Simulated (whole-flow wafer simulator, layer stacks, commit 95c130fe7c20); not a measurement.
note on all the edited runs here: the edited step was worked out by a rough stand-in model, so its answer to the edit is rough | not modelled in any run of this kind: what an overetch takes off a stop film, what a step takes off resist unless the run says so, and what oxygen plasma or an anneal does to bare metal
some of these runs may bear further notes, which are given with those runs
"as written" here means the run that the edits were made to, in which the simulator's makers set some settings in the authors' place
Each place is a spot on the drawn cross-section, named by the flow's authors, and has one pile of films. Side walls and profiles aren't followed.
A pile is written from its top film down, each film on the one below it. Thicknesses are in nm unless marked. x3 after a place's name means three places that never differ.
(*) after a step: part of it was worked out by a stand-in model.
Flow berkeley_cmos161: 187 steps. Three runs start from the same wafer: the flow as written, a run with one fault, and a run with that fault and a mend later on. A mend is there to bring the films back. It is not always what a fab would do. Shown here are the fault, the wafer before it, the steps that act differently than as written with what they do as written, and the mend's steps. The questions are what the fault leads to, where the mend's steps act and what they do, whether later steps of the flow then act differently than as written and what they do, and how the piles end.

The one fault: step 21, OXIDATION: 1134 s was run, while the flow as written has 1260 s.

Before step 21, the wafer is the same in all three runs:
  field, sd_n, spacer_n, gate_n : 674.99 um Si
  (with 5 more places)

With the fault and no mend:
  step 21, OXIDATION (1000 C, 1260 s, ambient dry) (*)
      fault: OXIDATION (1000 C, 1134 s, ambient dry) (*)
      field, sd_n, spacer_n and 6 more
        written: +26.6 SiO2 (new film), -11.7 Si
        fault: +25.1 SiO2 (new film), -11 Si
  Steps later in the flow that act otherwise than as written (1 more step, not shown, differs only slightly: by at most 2% or 0.5 nm, whichever is larger):
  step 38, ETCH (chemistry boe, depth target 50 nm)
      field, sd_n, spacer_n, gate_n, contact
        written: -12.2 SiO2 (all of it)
        fault: -10.8 SiO2 (all of it)
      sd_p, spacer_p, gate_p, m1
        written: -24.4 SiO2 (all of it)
        fault: -23 SiO2 (all of it)
  The piles end only slightly different from the flow's at the places that both follow, by no more than 2% or 0.5 nm, whichever is larger.

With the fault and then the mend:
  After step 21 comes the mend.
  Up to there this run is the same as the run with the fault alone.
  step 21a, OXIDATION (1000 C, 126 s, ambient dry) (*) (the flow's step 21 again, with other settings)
      field, sd_n, spacer_n and 6 more
        +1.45 SiO2, -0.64 Si
  None of the later steps of the flow acts differently than as written at any place that is followed.
  By the end, the piles equal the flow's at every place that both follow.
